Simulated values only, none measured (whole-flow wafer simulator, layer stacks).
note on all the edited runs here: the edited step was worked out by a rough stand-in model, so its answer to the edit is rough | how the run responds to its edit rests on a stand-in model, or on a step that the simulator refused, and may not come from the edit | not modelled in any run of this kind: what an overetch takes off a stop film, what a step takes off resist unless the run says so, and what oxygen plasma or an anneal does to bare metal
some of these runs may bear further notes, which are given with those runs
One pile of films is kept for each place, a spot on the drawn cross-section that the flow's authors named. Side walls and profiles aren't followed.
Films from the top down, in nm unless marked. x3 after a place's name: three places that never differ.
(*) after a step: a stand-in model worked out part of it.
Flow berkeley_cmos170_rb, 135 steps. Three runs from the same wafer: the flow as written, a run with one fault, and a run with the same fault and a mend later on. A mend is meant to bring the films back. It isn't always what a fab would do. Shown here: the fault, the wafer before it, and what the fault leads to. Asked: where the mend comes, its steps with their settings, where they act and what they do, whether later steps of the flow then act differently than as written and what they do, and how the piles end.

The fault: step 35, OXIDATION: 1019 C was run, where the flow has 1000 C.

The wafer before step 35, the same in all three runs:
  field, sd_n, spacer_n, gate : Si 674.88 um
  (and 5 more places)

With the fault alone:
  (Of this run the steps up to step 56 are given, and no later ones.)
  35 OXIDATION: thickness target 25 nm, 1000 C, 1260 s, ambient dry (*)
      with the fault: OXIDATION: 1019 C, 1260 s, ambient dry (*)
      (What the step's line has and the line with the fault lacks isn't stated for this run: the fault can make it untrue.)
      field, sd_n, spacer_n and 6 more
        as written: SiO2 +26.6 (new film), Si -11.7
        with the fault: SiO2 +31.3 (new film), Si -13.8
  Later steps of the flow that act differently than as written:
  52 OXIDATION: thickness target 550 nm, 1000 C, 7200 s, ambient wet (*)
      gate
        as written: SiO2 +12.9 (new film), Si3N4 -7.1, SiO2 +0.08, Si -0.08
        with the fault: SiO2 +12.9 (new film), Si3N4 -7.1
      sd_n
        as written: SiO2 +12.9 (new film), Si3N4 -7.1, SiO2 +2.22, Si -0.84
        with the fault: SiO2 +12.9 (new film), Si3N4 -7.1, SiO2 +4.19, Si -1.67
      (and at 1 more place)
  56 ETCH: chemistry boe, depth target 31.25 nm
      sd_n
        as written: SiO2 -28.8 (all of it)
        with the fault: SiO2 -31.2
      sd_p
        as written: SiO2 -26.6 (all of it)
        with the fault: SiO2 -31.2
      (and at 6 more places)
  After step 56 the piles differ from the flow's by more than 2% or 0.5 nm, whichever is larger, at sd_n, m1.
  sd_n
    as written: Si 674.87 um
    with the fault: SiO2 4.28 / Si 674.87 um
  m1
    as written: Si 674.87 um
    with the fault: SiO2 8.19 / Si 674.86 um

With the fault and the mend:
  The mend comes after step 36.
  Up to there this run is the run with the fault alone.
  36a WET ETCH: chemistry hf, depth target 4.795 nm
      field, sd_n, spacer_n and 6 more
        SiO2 -4.8
  No later step of the flow acts differently than as written, at any place that is followed, by more than 2% or 0.5 nm, whichever is larger.
  At the end the piles differ from the flow's only slightly at the places that both follow, by at most 2% or 0.5 nm, whichever is larger.
